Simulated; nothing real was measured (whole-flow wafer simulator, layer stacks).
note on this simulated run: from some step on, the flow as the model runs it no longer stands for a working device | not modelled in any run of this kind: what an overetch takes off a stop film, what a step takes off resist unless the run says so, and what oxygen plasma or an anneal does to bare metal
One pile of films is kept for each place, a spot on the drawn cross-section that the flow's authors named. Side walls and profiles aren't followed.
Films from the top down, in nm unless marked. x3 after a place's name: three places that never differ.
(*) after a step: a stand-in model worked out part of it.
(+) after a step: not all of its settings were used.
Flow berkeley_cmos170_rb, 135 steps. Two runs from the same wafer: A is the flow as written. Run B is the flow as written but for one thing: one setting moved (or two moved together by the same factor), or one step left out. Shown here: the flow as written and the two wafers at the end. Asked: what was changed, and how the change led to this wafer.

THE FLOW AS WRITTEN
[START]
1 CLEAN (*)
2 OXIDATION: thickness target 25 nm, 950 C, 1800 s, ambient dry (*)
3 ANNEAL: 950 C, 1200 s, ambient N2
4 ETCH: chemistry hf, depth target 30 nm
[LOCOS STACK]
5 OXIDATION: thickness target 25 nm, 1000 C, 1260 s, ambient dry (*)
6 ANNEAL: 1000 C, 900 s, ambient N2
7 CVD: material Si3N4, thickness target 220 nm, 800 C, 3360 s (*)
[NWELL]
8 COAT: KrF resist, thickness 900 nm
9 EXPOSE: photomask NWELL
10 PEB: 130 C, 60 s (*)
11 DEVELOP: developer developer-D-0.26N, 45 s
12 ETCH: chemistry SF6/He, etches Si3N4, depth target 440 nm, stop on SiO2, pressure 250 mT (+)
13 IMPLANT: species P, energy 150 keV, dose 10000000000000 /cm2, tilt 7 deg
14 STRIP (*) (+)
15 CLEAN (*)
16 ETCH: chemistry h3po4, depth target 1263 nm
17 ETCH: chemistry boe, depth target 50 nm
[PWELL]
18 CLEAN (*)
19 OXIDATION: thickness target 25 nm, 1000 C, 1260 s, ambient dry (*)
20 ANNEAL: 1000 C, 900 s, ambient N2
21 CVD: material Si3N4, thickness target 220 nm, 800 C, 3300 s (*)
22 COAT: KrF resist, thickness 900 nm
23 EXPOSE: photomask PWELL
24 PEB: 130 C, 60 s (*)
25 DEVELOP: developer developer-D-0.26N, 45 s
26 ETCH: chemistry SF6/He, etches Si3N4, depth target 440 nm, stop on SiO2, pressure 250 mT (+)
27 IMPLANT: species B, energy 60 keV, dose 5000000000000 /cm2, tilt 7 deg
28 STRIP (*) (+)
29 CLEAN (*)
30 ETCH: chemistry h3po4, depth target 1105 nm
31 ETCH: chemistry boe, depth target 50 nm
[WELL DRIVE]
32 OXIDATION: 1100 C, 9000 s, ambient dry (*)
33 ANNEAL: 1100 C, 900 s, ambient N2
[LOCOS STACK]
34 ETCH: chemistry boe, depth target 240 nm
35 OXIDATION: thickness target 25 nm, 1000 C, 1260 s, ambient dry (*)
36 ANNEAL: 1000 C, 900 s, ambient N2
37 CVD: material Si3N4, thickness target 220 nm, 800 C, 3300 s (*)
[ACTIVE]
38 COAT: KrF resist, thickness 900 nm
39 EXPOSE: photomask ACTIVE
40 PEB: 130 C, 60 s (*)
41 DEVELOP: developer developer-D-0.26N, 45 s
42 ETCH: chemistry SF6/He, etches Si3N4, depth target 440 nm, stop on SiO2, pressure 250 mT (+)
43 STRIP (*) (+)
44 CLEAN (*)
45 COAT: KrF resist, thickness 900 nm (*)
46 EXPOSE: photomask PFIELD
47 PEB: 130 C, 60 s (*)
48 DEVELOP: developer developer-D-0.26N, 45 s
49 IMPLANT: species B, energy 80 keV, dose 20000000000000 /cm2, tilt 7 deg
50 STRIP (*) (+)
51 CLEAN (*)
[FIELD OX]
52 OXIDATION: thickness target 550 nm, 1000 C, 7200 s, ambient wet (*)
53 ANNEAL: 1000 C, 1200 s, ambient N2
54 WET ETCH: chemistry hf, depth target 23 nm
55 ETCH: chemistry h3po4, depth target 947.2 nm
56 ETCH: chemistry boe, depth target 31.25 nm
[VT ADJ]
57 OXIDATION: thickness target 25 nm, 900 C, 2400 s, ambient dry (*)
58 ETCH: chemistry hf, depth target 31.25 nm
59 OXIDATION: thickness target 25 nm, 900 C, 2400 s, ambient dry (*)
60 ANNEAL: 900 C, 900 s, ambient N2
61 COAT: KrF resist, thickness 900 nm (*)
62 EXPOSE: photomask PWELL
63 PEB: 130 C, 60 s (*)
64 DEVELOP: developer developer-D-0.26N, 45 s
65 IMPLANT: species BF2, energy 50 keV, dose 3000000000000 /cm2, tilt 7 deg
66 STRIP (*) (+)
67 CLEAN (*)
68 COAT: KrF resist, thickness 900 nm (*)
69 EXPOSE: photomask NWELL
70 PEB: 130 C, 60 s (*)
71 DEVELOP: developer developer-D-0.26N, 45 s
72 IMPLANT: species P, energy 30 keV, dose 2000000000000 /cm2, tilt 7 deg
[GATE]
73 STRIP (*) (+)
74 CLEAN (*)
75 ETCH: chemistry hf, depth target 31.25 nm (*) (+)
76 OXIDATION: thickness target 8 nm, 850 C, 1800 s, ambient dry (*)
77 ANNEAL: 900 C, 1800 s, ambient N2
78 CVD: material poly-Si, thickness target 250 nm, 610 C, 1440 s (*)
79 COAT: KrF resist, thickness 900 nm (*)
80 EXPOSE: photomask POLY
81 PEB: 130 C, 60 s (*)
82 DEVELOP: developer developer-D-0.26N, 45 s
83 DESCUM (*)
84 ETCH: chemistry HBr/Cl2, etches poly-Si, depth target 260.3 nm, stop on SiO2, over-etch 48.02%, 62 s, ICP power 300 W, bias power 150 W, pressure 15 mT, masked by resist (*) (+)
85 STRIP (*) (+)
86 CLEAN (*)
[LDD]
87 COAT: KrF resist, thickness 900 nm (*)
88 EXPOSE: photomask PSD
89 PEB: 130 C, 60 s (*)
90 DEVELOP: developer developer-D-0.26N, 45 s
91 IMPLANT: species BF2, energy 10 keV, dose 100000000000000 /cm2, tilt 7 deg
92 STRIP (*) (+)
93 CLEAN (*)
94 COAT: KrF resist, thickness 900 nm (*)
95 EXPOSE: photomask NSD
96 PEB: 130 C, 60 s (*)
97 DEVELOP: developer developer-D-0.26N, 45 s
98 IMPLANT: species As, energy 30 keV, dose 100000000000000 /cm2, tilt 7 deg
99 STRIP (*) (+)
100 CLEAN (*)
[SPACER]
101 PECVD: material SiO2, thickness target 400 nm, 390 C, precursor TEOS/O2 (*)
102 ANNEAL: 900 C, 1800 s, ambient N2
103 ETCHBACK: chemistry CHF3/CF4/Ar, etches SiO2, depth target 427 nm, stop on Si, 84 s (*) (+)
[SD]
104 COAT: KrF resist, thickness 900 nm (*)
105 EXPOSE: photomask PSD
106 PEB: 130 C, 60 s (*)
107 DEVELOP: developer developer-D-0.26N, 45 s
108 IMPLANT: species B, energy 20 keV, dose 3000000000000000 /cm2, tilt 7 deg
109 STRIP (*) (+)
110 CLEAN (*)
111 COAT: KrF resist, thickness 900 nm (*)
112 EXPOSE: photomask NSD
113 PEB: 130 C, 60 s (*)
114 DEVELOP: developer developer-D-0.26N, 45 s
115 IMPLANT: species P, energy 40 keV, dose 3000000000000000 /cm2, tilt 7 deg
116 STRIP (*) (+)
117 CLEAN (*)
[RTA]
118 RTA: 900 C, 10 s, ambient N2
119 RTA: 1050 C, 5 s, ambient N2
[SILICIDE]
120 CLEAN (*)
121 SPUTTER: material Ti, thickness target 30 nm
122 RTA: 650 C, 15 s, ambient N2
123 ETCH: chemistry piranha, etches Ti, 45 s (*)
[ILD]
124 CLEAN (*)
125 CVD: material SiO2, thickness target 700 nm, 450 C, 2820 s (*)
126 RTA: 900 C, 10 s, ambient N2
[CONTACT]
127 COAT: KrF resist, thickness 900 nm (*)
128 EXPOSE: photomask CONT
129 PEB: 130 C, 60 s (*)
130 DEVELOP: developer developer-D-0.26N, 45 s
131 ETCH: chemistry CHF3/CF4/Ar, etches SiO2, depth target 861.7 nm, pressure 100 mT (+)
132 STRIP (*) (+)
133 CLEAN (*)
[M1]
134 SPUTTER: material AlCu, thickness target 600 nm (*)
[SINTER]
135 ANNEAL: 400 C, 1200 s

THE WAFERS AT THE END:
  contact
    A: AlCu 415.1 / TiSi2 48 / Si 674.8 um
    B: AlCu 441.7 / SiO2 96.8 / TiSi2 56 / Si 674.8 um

The cause: step 131, ETCH: depth target 603.2 nm was run, where the flow has depth target 861.7 nm.

How the change led to this, step by step:
  131 ETCH: chemistry CHF3/CF4/Ar, etches SiO2, depth target 861.7 nm, pressure 100 mT (+)
      contact: A SiO2 -700 (all of it), TiSi2 -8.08 | B SiO2 -603.2
      field, sd_n, spacer_n, gate, sd_p, spacer_p, gate_p, m1: A KrF resist -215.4 | B KrF resist -150.8
  132 STRIP (*) (+)
      field: A KrF resist -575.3 (all of it) | B KrF resist -639.9 (all of it)
      sd_n: A KrF resist -780.4 (all of it) | B KrF resist -845 (all of it)
      (and at 6 more places)
  134 SPUTTER: material AlCu, thickness target 600 nm (*)
      contact: A AlCu +415.1 (new film) | B AlCu +441.7 (new film)
